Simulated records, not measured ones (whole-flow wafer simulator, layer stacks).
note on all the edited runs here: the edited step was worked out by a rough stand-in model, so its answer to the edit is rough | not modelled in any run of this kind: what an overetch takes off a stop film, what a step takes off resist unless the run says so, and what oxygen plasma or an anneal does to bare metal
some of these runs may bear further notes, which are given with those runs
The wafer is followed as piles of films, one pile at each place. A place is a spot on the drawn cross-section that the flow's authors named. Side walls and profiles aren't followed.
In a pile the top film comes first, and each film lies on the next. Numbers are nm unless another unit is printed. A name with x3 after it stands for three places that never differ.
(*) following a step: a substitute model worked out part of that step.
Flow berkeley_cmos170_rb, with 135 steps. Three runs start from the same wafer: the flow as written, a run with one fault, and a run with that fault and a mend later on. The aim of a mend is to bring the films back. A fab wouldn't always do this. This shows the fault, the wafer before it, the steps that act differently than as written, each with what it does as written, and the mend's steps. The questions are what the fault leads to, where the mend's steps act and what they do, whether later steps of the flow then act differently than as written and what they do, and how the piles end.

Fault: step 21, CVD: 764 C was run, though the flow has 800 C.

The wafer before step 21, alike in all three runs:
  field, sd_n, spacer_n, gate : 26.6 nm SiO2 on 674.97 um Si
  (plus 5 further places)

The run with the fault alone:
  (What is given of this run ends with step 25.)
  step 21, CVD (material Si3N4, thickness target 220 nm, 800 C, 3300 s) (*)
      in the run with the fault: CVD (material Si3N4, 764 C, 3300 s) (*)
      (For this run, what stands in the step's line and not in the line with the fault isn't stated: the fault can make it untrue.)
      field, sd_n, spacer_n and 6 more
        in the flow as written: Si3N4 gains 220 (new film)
        in the run with the fault: Si3N4 gains 126.9 (new film)
  Every later step of the flow up to step 25 that is run acts as written at every place that is followed.
  Once step 25 is done, the piles at field, sd_n, spacer_n and 6 more depart from the flow's by more than 2% or 0.5 nm, whichever is larger.
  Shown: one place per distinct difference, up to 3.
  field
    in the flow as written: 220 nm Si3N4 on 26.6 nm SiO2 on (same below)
    in the run with the fault: 126.9 nm Si3N4 on 26.6 nm SiO2 on (same below)
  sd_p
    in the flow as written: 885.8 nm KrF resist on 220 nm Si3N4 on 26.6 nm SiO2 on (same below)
    in the run with the fault: 885.8 nm KrF resist on 126.9 nm Si3N4 on 26.6 nm SiO2 on (same below)

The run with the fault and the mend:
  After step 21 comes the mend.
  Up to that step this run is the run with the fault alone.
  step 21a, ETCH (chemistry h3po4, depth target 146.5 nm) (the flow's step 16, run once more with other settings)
      field, sd_n, spacer_n and 6 more
        Si3N4 loses 126.9 (all of it)
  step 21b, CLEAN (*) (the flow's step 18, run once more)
      does not change any film at any place that is followed
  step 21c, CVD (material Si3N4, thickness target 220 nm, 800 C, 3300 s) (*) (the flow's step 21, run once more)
      field, sd_n, spacer_n and 6 more
        Si3N4 gains 220 (new film)
  Every later step of the flow that is run acts as written at every place that is followed.
  At every place that both follow, the piles at the end match the flow's.
